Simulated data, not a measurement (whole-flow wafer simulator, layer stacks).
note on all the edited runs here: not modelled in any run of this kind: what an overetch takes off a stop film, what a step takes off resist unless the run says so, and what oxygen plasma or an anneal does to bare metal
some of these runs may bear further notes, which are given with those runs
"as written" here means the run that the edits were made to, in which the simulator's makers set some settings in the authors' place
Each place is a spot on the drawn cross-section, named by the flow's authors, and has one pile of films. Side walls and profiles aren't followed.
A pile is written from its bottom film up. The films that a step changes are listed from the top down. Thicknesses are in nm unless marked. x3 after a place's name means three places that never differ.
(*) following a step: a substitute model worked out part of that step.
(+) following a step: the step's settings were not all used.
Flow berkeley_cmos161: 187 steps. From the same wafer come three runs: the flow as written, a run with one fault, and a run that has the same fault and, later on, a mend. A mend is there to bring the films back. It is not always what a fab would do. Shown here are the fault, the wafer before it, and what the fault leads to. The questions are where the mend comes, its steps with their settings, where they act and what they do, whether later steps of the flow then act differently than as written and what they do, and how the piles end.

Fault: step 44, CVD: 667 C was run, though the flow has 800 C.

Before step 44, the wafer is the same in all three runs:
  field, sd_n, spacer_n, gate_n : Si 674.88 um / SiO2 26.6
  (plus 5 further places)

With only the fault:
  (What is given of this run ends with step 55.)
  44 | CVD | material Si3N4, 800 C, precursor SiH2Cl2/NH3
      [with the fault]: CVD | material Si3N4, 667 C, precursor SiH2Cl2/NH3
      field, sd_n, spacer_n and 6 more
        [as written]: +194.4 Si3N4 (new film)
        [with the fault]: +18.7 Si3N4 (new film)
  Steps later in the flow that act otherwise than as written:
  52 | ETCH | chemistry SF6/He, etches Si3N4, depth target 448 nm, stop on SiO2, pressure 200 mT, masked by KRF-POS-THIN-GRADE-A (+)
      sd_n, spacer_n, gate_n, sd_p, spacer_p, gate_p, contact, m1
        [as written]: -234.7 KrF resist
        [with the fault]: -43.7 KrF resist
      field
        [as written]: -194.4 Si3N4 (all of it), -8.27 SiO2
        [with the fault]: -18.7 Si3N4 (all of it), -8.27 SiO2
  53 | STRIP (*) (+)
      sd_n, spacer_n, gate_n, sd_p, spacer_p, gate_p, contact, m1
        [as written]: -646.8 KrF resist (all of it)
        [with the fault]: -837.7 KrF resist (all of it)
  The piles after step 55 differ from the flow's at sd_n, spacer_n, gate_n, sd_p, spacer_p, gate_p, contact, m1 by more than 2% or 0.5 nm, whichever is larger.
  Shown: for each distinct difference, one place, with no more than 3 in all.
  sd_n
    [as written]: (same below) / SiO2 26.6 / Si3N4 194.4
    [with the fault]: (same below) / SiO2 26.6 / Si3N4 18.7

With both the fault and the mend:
  The mend follows step 44.
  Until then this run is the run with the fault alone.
  44a | ETCH | chemistry h3po4, depth target 21.53 nm
      field, sd_n, spacer_n and 6 more
        -18.7 Si3N4 (all of it)
  44b | CLEAN | chemistry SPM (the flow's step 36 again)
      alters no film at any place that is followed
  44c | CVD | material Si3N4, 800 C, precursor SiH2Cl2/NH3 (the flow's step 44 again)
      field, sd_n, spacer_n and 6 more
        +194.4 Si3N4 (new film)
  None of the later steps of the flow acts differently than as written at any place that is followed.
  By the end, the piles equal the flow's at every place that both follow.
